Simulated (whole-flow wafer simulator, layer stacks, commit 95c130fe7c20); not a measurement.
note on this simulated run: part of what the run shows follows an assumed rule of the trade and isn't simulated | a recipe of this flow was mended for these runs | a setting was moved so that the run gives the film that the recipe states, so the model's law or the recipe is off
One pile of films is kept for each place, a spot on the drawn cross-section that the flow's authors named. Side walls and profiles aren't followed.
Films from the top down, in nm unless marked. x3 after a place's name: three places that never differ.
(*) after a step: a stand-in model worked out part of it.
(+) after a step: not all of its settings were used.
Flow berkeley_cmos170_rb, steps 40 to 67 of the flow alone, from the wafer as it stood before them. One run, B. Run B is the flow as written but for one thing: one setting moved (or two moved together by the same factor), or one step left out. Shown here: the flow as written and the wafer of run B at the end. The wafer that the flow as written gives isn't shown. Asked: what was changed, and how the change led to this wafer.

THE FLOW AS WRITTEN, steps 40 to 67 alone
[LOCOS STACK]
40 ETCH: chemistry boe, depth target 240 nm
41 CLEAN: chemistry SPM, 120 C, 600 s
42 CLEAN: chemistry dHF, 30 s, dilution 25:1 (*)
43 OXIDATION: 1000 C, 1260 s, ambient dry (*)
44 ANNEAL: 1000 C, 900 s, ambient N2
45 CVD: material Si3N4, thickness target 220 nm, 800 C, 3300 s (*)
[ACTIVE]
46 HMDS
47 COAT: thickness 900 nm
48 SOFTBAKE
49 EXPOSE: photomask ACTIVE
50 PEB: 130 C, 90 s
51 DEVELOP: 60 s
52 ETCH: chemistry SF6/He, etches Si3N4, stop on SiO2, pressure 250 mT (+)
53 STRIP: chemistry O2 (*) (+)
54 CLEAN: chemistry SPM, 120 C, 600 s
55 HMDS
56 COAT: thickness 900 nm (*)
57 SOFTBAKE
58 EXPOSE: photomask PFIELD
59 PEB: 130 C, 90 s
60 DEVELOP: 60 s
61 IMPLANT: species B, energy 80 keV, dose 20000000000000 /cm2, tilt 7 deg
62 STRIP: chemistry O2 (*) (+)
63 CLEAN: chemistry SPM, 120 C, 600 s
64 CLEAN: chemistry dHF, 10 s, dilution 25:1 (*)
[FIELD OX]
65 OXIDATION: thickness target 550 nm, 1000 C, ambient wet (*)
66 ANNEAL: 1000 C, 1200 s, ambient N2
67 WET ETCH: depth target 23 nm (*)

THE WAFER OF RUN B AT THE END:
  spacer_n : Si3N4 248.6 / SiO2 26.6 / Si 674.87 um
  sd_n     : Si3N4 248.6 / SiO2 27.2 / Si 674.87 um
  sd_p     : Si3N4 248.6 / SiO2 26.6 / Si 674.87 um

The cause: step 45, CVD: 812 C was run, where the flow has 800 C.

How the change led to this, step by step:
  45 CVD: material Si3N4, thickness target 220 nm, 800 C, 3300 s (*)
      field, sd_n, spacer_n and 6 more: Si3N4 +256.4 (new film) (as written it would be: Si3N4 +220 (new film))
  52 ETCH: chemistry SF6/He, etches Si3N4, stop on SiO2, pressure 250 mT (+)
      sd_n, spacer_n, gate, sd_p, spacer_p, gate_p, contact, m1: KrF-resist -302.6 (as written it would be: KrF-resist -263)
      field: Si3N4 -256.4 (all of it), SiO2 -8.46 (as written it would be: Si3N4 -220 (all of it), SiO2 -8.46)
  53 STRIP: chemistry O2 (*) (+)
      sd_n, spacer_n, gate, sd_p, spacer_p, gate_p, contact, m1: KrF-resist -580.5 (all of it) (as written it would be: KrF-resist -620 (all of it))
  56 COAT: thickness 900 nm (*)
      sd_n: KrF-resist +764.3 (new film) (as written it would be: KrF-resist +782.7 (new film))
      m1: KrF-resist +767.4 (new film) (as written it would be: KrF-resist +784.9 (new film))
  62 STRIP: chemistry O2 (*) (+)
      sd_n: KrF-resist -747.7 (all of it) (as written it would be: KrF-resist -766.1 (all of it))
      m1: KrF-resist -750.8 (all of it) (as written it would be: KrF-resist -768.3 (all of it))
  65 OXIDATION: thickness target 550 nm, 1000 C, ambient wet (*)
      gate: SiO2 +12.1 (new film), Si3N4 -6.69 (as written it would be: SiO2 +12.1 (new film), Si3N4 -6.69, SiO2 +0.05, Si -0.05)
      sd_p: SiO2 +12.1 (new film), Si3N4 -6.69 (as written it would be: SiO2 +12.1 (new film), Si3N4 -6.69, SiO2 +0.06, Si -0.06)
      (and at 1 more place)
